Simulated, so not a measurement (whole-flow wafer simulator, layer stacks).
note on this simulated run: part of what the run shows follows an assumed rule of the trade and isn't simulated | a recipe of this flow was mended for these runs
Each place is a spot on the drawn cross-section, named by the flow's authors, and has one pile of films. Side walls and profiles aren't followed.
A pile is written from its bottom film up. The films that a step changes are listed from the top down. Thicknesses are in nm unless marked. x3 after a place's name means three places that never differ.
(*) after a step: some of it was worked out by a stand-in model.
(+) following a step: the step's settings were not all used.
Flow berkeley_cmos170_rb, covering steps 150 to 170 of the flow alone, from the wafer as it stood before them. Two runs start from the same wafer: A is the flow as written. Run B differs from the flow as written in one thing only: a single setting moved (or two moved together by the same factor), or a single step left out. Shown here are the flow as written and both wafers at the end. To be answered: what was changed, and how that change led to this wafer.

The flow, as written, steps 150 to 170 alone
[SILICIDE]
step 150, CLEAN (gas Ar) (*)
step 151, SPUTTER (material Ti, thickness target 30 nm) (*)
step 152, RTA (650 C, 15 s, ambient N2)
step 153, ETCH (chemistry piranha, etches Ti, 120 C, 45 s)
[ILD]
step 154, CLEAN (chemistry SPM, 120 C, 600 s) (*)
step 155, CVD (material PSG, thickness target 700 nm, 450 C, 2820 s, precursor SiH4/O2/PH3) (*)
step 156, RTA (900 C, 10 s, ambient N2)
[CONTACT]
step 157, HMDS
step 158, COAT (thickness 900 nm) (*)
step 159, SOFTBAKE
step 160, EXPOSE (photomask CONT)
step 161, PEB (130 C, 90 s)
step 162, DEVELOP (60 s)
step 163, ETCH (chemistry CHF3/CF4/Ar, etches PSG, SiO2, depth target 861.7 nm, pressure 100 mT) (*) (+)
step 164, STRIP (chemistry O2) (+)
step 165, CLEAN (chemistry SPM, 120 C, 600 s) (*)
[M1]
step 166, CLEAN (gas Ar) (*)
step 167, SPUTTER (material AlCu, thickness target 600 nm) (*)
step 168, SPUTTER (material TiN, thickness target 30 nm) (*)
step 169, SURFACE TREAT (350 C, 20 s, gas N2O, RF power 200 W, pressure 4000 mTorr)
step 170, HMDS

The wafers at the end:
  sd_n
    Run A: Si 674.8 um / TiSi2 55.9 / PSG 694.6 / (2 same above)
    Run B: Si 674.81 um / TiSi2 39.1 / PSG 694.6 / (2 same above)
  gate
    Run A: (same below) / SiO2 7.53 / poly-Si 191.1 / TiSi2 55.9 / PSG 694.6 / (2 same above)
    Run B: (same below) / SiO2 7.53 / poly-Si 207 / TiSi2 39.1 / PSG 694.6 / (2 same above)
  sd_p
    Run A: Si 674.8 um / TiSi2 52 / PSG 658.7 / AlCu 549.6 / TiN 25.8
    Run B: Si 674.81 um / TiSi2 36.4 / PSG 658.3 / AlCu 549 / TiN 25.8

The reason: step 151, SPUTTER: thickness target 21 nm was run, whereas the flow has thickness target 30 nm.

How this came from the change, step by step:
  step 151, SPUTTER (material Ti, thickness target 30 nm) (*)
      field, sd_n, spacer_n, gate, spacer_p, gate_p, contact, m1: A Ti gains 30 (new film) | B Ti gains 21 (new film)
      sd_p: A Ti gains 27.9 (new film) | B Ti gains 19.5 (new film)
  step 152, RTA (650 C, 15 s, ambient N2)
      sd_n, contact, m1: A Ti loses 23.4, TiSi first gains 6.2 (new film), TiSi2 C49 gains 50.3 (new film), Si loses 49 | B Ti loses 16.4, TiSi2 C49 gains 41.7 (new film), Si loses 37.2
      gate, gate_p: A Ti loses 23.4, TiSi first gains 6.2 (new film), TiSi2 C49 gains 50.3 (new film), poly-Si loses 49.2 | B Ti loses 16.4, TiSi2 C49 gains 41.7 (new film), poly-Si loses 37.3
      (also at 1 further place)
  step 153, ETCH (chemistry piranha, etches Ti, 120 C, 45 s)
      sd_n, gate, gate_p, contact, m1: A Ti loses 6.6 (all of it), TiSi first loses 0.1 | B Ti loses 4.62 (all of it), TiSi2 C49 loses 0.1
      sd_p: A Ti loses 6.14 (all of it), TiSi first loses 0.1 | B Ti loses 4.3 (all of it), TiSi2 C49 loses 0.11
      (also at 3 further places)
  step 156, RTA (900 C, 10 s, ambient N2)
      sd_n, contact, m1: A under 1 film: TiSi2 gains 55.9 (new film), TiSi first loses 6.09 (all of it), TiSi2 C49 loses 50.3 (all of it), Si loses 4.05 | B under 1 film: TiSi2 gains 39.1 (new film), TiSi2 C49 loses 41.6 (all of it)
      gate, gate_p: A under 1 film: TiSi2 gains 55.9 (new film), TiSi first loses 6.09 (all of it), TiSi2 C49 loses 50.3 (all of it), poly-Si loses 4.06 | B under 1 film: TiSi2 gains 39.1 (new film), TiSi2 C49 loses 41.6 (all of it)
      (also at 1 further place)
